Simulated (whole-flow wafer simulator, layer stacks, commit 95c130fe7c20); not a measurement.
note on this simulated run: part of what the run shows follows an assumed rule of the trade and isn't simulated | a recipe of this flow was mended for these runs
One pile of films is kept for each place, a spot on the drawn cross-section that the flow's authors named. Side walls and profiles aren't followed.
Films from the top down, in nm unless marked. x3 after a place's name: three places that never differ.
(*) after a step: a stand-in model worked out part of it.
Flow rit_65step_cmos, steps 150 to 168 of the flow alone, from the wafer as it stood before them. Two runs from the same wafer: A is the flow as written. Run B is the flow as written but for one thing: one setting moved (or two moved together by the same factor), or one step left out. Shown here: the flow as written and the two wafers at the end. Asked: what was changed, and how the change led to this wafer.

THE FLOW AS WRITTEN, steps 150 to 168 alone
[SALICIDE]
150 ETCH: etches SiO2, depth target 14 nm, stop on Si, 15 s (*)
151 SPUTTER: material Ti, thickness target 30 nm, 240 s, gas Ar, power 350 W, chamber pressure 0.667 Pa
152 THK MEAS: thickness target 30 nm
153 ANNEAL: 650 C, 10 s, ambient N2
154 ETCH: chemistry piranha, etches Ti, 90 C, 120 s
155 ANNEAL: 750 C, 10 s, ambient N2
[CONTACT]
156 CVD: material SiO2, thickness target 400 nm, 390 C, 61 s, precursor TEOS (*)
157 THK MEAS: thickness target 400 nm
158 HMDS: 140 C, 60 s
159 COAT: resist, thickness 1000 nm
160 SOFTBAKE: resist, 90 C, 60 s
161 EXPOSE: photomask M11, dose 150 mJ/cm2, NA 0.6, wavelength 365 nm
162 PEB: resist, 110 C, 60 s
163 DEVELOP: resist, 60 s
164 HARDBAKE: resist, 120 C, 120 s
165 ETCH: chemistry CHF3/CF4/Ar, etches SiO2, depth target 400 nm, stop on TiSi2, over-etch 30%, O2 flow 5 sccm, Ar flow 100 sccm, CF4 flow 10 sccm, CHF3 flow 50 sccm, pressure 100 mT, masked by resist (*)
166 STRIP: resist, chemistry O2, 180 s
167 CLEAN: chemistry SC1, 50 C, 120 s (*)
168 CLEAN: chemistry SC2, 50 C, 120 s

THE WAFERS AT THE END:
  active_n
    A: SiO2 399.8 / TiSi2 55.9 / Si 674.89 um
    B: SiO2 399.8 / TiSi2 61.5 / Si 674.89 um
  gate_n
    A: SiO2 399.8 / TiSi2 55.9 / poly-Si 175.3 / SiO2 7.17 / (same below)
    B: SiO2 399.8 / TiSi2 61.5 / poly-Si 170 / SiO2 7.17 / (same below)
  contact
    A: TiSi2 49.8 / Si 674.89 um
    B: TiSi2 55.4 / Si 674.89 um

The cause: step 151, SPUTTER: thickness target 33 nm was run, where the flow has thickness target 30 nm; step 151, SPUTTER: 265 s was run, where the flow has 240 s.

How the change led to this, step by step:
  151 SPUTTER: material Ti, thickness target 30 nm, 240 s, gas Ar, power 350 W, chamber pressure 0.667 Pa
      field, field_pw, field_nw and 11 more: A Ti +30 (new film) | B Ti +33 (new film)
  153 ANNEAL: 650 C, 10 s, ambient N2
      active_n, active_p, sd_n, sd_p, contact, m1: A Ti -23.4, TiSi first +15 (new film), TiSi2 C49 +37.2 (new film), Si -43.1 | B Ti -25.7, TiSi first +22 (new film), TiSi2 C49 +32.8 (new film), Si -43.8
      gate_n, gate_p: A Ti -23.4, TiSi first +15 (new film), TiSi2 C49 +37.2 (new film), poly-Si -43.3 | B Ti -25.7, TiSi first +22 (new film), TiSi2 C49 +32.8 (new film), poly-Si -44
  154 ETCH: chemistry piranha, etches Ti, 90 C, 120 s
      active_n, active_p, gate_n, gate_p, sd_n, sd_p, contact, m1: A Ti -6.6 (all of it), TiSi first -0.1 | B Ti -7.26 (all of it), TiSi first -0.1
      field, field_pw, field_nw, field_p, spacer, spacer_p: A Ti -30 (all of it) | B Ti -33 (all of it)
  155 ANNEAL: 750 C, 10 s, ambient N2
      active_n, active_p, sd_n, sd_p, contact, m1: A TiSi2 +55.9 (new film), TiSi first -14.9 (all of it), TiSi2 C49 -37.2 (all of it), Si -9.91 | B TiSi2 +61.5 (new film), TiSi first -21.9 (all of it), TiSi2 C49 -32.8 (all of it), Si -14.5
      gate_n, gate_p: A TiSi2 +55.9 (new film), TiSi first -14.9 (all of it), TiSi2 C49 -37.2 (all of it), poly-Si -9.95 | B TiSi2 +61.5 (new film), TiSi first -21.9 (all of it), TiSi2 C49 -32.8 (all of it), poly-Si -14.6
